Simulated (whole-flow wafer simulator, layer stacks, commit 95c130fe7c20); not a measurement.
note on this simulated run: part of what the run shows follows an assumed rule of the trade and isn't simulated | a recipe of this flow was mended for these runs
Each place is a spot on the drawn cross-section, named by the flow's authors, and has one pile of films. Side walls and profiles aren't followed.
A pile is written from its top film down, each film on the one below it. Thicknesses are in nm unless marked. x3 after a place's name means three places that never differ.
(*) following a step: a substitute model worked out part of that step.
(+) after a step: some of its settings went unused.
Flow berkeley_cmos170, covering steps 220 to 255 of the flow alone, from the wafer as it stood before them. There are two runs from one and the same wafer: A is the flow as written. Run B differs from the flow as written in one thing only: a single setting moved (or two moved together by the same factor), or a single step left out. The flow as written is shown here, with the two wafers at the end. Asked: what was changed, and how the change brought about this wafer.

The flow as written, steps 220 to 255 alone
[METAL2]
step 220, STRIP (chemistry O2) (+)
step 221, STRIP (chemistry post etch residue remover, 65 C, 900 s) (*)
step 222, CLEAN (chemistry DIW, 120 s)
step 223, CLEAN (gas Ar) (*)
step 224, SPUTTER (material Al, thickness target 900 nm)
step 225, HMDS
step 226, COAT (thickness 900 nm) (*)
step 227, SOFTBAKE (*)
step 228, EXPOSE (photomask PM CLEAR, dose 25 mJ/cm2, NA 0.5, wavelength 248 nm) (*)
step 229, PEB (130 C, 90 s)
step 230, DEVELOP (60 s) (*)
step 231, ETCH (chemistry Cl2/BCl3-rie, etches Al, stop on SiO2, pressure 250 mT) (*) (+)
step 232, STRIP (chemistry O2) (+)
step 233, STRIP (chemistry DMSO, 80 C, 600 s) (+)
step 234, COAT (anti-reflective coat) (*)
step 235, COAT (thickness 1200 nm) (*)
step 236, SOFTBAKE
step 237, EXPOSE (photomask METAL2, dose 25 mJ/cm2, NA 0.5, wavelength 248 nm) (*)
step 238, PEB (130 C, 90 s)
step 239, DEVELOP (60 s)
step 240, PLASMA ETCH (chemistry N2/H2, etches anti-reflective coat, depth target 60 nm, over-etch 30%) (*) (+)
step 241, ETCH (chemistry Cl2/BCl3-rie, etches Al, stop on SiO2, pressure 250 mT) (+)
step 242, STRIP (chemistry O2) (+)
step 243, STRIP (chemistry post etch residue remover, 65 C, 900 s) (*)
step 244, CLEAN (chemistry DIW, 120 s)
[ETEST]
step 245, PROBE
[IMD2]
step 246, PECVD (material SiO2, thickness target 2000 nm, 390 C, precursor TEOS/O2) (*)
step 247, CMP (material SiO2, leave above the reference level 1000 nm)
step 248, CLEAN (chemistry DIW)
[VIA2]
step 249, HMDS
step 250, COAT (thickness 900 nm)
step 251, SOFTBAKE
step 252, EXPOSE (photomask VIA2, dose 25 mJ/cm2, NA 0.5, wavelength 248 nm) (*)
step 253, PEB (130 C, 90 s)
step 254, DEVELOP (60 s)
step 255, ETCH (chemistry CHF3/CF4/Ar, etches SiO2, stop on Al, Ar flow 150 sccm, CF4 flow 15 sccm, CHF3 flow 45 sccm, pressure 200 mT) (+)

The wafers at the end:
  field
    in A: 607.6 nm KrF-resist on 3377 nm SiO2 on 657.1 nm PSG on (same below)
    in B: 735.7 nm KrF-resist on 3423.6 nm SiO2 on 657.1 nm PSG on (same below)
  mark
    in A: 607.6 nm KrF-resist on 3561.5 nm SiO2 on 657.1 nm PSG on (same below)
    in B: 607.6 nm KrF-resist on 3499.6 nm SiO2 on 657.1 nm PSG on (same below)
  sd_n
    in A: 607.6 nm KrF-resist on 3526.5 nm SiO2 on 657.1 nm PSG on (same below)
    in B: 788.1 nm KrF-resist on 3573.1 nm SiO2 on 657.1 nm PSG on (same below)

The reason: step 224, SPUTTER: thickness target 1395 nm was run, though the flow has thickness target 900 nm.

Step by step, how the change led to this:
  step 224, SPUTTER (material Al, thickness target 900 nm)
      field, mark, sd_n and 9 more: A +900 Al (new film) | B +1395 Al (new film)
      via1: A +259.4 Al | B +309 Al
  step 226, COAT (thickness 900 nm) (*)
      via1: A +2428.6 KrF-resist (new film) | B +2852.9 KrF-resist (new film)
  step 229, PEB (130 C, 90 s)
      via1: A -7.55 KrF-resist | B -10.6 KrF-resist
  step 231, ETCH (chemistry Cl2/BCl3-rie, etches Al, stop on SiO2, pressure 250 mT) (*) (+)
      field, sd_n, spacer_n and 9 more: A -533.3 KrF-resist | B -780.8 KrF-resist
      mark: A -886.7 Al (all of it), -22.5 SiO2 | B -1381.7 Al (all of it), -22.5 SiO2
  step 232, STRIP (chemistry O2) (+)
      spacer_n, gate_n: A -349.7 KrF-resist (all of it) | B -102.1 KrF-resist (all of it)
      spacer_p, gate_p: A -349.4 KrF-resist (all of it) | B -101.9 KrF-resist (all of it)
      (and at 8 other places as well)
  step 234, COAT (anti-reflective coat) (*)
      via1: A +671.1 anti-reflective coat (new film) | B +879.2 anti-reflective coat (new film)
  step 235, COAT (thickness 1200 nm) (*)
      m1: A +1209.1 KrF-resist (new film) | B +1170.9 KrF-resist (new film)
      via1: A +2189 KrF-resist (new film) | B +2376 KrF-resist (new film)
      (and at 1 other place as well)
  step 238, PEB (130 C, 90 s)
      via1: A -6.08 KrF-resist | B -7.31 KrF-resist
  step 241, ETCH (chemistry Cl2/BCl3-rie, etches Al, stop on SiO2, pressure 250 mT) (+)
      field, sd_n, spacer_n, gate_n, sd_p, spacer_p, gate_p: A -900 Al (all of it), -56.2 SiO2 | B -1395 Al (all of it), -56.2 SiO2
      contact, m1, via1, m2, via2: A -675 KrF-resist | B -922.5 KrF-resist
      (and at 1 other place as well)
  step 242, STRIP (chemistry O2) (+)
      contact: A -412 KrF-resist (all of it), -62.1 anti-reflective coat (all of it) | B -155.8 KrF-resist (all of it), -62.1 anti-reflective coat (all of it)
      m1: A -433.1 KrF-resist (all of it), -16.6 anti-reflective coat (all of it) | B -147.8 KrF-resist (all of it), -16.7 anti-reflective coat (all of it)
      (and at 3 other places as well)
  step 246, PECVD (material SiO2, thickness target 2000 nm, 390 C, precursor TEOS/O2) (*)
      via1: A +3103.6 SiO2 (new film), +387 void (new film), +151 SiO2 (new film) | B +2375.8 SiO2 (new film), +1637.5 void (new film), +73.7 SiO2 (new film)
  step 247, CMP (material SiO2, leave above the reference level 1000 nm)
      field, sd_n, spacer_n, gate_n, sd_p, spacer_p, gate_p: A -46.6 SiO2 | B nothing
  step 250, COAT (thickness 900 nm)
      field: A +900 KrF-resist (new film) | B +1028.4 KrF-resist (new film)
      sd_n: A +900 KrF-resist (new film) | B +1080.9 KrF-resist (new film)
      (and at 7 other places as well)
  step 253, PEB (130 C, 90 s)
      m2: A -2 KrF-resist | B -1.4 KrF-resist
  step 254, DEVELOP (60 s)
      via2: A -898 KrF-resist (all of it) | B -724.9 KrF-resist (all of it)
